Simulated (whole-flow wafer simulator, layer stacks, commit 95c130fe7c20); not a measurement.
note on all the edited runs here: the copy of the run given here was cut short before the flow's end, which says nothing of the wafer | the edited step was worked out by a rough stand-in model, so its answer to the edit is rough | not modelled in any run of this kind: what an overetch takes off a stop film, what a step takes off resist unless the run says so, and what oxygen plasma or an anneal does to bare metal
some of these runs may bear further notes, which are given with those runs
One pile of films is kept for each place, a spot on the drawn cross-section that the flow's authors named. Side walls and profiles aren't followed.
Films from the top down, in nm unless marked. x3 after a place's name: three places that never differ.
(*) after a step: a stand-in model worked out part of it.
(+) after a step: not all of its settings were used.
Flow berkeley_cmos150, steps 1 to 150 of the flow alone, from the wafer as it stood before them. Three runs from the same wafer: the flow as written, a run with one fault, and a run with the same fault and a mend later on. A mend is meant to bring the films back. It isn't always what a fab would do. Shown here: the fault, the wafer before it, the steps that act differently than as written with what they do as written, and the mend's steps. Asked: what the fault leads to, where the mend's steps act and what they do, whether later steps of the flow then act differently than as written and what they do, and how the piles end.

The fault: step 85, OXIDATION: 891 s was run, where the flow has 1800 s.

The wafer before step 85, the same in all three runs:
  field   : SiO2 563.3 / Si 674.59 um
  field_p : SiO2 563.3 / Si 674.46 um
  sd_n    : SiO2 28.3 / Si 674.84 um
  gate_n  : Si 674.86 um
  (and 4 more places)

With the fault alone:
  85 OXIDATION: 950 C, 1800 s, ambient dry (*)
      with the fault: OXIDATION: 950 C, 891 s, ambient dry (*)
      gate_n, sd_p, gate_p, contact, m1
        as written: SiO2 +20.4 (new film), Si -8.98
        with the fault: SiO2 +13.3 (new film), Si -5.85
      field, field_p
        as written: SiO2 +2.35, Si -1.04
        with the fault: SiO2 +1.17, Si -0.51
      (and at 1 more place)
  Later steps of the flow that act differently than as written (22 more steps differ only slightly, by at most 2% or 0.5 nm, whichever is larger, and aren't shown):
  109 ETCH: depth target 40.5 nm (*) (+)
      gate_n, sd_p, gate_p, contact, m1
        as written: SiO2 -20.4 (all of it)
        with the fault: SiO2 -13.3 (all of it)
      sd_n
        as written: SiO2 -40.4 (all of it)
        with the fault: SiO2 -34.9 (all of it)
  At the end the piles differ from the flow's only slightly at the places that both follow, by at most 2% or 0.5 nm, whichever is larger.

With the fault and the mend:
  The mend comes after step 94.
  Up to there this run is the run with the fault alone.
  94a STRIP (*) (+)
      field_p
        KrF resist -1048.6 (all of it)
      sd_p
        KrF resist -1275.2 (all of it)
      gate_p
        KrF resist -1249.7 (all of it)
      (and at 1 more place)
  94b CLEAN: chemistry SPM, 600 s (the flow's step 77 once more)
      changes no film at any place that is followed
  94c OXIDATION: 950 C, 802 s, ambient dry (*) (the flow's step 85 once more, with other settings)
      gate_n, sd_p, gate_p, contact, m1
        SiO2 +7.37, Si -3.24
      field, field_p
        SiO2 +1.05, Si -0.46
      sd_n
        SiO2 +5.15, Si -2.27
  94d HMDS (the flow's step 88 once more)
      changes no film at any place that is followed
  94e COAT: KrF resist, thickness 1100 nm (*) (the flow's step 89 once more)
      field
        KrF resist +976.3 (new film)
      field_p
        KrF resist +1087.8 (new film)
      sd_n
        KrF resist +1243.1 (new film)
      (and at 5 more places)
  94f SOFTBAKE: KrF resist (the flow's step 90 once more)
      changes no film at any place that is followed
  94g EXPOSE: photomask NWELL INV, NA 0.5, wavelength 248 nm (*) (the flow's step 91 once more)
      changes no film at any place that is followed
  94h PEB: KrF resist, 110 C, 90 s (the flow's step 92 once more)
      field
        KrF resist -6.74
      field_p
        KrF resist -7.53
      sd_n
        KrF resist -8.63
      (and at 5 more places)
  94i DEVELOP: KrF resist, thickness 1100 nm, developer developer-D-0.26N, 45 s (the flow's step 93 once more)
      field_p, sd_p, gate_p, m1
        KrF resist -13.3
      field
        KrF resist -969.5 (all of it)
      sd_n
        KrF resist -1234.5 (all of it)
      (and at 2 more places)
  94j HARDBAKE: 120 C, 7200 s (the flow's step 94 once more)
      field_p
        KrF resist -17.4
      sd_p
        KrF resist -21.4
      gate_p
        KrF resist -20.9
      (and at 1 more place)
  No later step of the flow acts differently than as written, at any place that is followed, by more than 2% or 0.5 nm, whichever is larger.
  At the end the piles differ from the flow's only slightly at the places that both follow, by at most 2% or 0.5 nm, whichever is larger.
